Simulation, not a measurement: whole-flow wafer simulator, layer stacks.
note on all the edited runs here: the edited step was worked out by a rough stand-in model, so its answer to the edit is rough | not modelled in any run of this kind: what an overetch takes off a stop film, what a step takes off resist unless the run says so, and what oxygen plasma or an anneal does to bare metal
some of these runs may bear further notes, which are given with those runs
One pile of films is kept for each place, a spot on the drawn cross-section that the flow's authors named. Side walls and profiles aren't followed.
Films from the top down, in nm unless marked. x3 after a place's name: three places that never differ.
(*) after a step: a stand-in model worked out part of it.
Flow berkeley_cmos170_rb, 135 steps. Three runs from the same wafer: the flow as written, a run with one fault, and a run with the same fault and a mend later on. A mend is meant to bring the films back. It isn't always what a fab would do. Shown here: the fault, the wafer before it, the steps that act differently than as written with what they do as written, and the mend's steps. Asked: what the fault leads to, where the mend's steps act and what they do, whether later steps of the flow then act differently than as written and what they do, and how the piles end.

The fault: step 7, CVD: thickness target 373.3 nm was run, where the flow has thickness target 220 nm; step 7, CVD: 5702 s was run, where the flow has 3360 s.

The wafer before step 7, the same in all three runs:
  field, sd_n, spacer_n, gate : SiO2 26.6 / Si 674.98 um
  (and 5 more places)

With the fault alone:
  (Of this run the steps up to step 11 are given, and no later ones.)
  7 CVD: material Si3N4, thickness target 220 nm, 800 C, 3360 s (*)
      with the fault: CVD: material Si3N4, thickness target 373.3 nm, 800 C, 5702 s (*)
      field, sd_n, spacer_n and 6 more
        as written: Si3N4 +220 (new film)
        with the fault: Si3N4 +373.3 (new film)
  No later step of the flow up to step 11 acts differently than as written at any place that is followed.
  After step 11 the piles differ from the flow's by more than 2% or 0.5 nm, whichever is larger, at field, sd_n, spacer_n and 6 more.
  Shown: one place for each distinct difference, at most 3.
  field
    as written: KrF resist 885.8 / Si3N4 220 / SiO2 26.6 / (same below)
    with the fault: KrF resist 885.8 / Si3N4 373.3 / SiO2 26.6 / (same below)
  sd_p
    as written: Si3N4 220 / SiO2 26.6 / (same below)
    with the fault: Si3N4 373.3 / SiO2 26.6 / (same below)

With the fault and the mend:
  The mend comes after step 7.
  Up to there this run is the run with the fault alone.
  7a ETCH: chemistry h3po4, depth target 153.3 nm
      field, sd_n, spacer_n and 6 more
        Si3N4 -153.3
  No later step of the flow acts differently than as written at any place that is followed.
  At the end the piles are the same as the flow's at every place that both follow.
